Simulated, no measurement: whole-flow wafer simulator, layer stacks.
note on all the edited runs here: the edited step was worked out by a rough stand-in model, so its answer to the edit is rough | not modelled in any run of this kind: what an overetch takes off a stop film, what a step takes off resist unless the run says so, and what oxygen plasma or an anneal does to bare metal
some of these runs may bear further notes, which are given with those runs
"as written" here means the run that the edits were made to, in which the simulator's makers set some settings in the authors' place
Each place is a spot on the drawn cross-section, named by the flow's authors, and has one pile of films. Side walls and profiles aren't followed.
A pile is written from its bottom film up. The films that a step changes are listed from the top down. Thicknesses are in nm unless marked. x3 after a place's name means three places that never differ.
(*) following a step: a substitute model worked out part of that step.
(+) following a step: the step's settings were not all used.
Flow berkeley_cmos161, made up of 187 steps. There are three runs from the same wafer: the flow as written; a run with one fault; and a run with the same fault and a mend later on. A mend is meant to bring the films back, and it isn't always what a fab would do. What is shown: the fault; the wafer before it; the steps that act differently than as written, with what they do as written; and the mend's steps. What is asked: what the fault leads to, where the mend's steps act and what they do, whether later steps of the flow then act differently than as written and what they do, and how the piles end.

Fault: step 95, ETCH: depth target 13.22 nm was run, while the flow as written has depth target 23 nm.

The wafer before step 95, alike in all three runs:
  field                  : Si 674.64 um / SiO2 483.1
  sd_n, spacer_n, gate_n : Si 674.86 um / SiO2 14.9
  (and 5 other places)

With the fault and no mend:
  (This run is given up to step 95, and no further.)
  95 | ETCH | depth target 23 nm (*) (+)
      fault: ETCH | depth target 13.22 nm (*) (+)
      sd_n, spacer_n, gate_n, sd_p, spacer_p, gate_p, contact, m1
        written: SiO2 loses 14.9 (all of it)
        fault: SiO2 loses 13.2
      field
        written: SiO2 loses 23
        fault: SiO2 loses 13.2
  The piles after step 95 differ from the flow's at field, sd_n, spacer_n and 6 more by more than 2% or 0.5 nm, whichever is larger.
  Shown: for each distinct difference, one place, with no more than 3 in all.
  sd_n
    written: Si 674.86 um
    fault: Si 674.86 um / SiO2 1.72
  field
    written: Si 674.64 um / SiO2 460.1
    fault: Si 674.64 um / SiO2 469.9

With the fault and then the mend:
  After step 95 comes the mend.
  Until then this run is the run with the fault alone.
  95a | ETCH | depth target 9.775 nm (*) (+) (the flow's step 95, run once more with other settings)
      sd_n, spacer_n, gate_n, sd_p, spacer_p, gate_p, contact, m1
        SiO2 loses 1.72 (all of it)
      field
        SiO2 loses 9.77
  Later steps of the flow that are run all act as written at every place that is followed, up to a difference of at most 2% or 0.5 nm, whichever is larger.
  The piles end the same as the flow's at every place that both follow.
